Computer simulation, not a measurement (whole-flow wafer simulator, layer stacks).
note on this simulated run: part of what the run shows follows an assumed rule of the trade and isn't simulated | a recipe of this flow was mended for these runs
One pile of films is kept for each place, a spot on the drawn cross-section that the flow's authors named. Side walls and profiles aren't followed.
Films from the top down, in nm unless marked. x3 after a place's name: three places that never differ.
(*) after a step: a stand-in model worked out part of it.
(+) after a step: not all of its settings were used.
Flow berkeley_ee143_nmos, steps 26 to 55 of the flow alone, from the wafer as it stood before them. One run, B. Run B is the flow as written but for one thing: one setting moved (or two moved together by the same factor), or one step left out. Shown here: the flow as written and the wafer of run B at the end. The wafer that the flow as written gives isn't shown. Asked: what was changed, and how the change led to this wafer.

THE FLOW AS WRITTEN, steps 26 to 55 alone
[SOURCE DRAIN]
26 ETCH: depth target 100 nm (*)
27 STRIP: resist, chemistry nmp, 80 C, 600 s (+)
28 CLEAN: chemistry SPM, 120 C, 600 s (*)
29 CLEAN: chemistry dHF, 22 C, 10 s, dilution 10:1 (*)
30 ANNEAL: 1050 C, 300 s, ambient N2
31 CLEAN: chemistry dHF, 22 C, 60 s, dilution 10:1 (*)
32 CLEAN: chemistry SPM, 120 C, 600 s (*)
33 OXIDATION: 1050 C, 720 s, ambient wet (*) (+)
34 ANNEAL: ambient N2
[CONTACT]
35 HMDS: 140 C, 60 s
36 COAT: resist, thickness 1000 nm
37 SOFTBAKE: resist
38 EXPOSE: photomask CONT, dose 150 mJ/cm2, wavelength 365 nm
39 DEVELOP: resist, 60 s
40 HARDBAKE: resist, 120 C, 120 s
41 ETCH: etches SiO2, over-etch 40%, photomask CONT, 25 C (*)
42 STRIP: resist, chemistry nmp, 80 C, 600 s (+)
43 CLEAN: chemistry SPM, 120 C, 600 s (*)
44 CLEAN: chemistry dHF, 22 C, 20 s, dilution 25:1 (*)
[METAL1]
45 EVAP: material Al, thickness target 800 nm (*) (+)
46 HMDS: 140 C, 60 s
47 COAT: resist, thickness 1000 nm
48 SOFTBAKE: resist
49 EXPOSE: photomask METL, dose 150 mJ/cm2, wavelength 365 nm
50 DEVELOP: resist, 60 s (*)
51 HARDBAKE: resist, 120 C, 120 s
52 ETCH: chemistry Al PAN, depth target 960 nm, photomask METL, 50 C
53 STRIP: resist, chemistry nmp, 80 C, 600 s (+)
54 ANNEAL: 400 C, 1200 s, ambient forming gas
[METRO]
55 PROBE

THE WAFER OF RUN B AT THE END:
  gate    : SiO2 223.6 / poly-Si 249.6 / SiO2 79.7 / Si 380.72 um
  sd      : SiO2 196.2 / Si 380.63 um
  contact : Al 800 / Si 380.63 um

The cause: step 33, OXIDATION: 1057 C was run, where the flow has 1050 C.

How the change led to this, step by step:
  33 OXIDATION: 1050 C, 720 s, ambient wet (*) (+)
      sd, contact: SiO2 +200 (new film), chemical SiO2 -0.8 (all of it), Si -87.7 (as written it would be: SiO2 +189.4 (new film), chemical SiO2 -0.8 (all of it), Si -83)
      gate: SiO2 +227.5 (new film), chemical SiO2 -0.8 (all of it), poly-Si -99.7 (as written it would be: SiO2 +217.6 (new film), chemical SiO2 -0.8 (all of it), poly-Si -95.4)
      (and at 1 more place)
  41 ETCH: etches SiO2, over-etch 40%, photomask CONT, 25 C (*)
      contact: SiO2 -200 (all of it) (as written it would be: SiO2 -189.4 (all of it))
